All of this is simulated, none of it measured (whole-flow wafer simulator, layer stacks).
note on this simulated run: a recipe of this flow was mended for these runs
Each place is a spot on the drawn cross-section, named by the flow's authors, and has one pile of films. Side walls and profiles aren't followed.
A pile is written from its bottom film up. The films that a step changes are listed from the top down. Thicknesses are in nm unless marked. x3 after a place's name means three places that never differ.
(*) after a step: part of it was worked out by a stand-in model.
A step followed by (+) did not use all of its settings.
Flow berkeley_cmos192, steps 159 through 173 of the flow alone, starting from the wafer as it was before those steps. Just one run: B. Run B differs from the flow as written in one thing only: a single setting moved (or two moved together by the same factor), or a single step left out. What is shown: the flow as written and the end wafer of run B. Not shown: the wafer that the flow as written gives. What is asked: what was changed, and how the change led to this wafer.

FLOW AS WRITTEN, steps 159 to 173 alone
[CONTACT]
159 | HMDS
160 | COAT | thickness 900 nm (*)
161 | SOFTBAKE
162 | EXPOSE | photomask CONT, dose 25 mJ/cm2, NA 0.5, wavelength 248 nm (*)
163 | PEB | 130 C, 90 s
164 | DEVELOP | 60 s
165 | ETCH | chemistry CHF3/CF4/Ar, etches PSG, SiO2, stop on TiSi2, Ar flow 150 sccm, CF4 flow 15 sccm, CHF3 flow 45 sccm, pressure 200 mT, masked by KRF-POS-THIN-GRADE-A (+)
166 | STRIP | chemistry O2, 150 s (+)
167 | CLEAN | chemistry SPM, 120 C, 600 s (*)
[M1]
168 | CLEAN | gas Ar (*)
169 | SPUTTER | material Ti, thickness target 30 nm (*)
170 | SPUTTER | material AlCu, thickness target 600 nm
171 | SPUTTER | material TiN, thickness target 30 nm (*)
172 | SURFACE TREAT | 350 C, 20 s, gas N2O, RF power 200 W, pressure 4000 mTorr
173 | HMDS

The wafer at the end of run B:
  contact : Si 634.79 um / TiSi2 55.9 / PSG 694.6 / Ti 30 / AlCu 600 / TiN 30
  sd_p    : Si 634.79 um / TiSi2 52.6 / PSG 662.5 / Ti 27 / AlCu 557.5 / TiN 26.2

Cause: step 165, ETCH: chemistry CHF3/CF4/Ar, etches PSG, SiO2, stop on TiSi2, Ar flow 150 sccm, CF4 flow 15 sccm, CHF3 flow 45 sccm, pressure 200 mT, masked by KRF-POS-THIN-GRADE-A (+), was omitted.

The path from the change to this, step by step:
  166 | STRIP | chemistry O2, 150 s (+)
      field: KrF-resist loses 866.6 (all of it) (in the flow as written it would be: KrF-resist loses 672.6 (all of it))
      sd_n: KrF-resist loses 978.4 (all of it) (in the flow as written it would be: KrF-resist loses 784.4 (all of it))
      (as well as at 6 more places)
  168 | CLEAN | gas Ar (*)
      contact: PSG loses 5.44 (in the flow as written it would be: TiSi2 loses 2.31)
  169 | SPUTTER | material Ti, thickness target 30 nm (*)
      contact: Ti gains 30 (new film) (in the flow as written it would be: Ti gains 21.1 (new film))
  170 | SPUTTER | material AlCu, thickness target 600 nm
      contact: AlCu gains 600 (new film) (in the flow as written it would be: AlCu gains 411.7 (new film))
  171 | SPUTTER | material TiN, thickness target 30 nm (*)
      contact: TiN gains 30 (new film) (in the flow as written it would be: TiN gains 16 (new film))
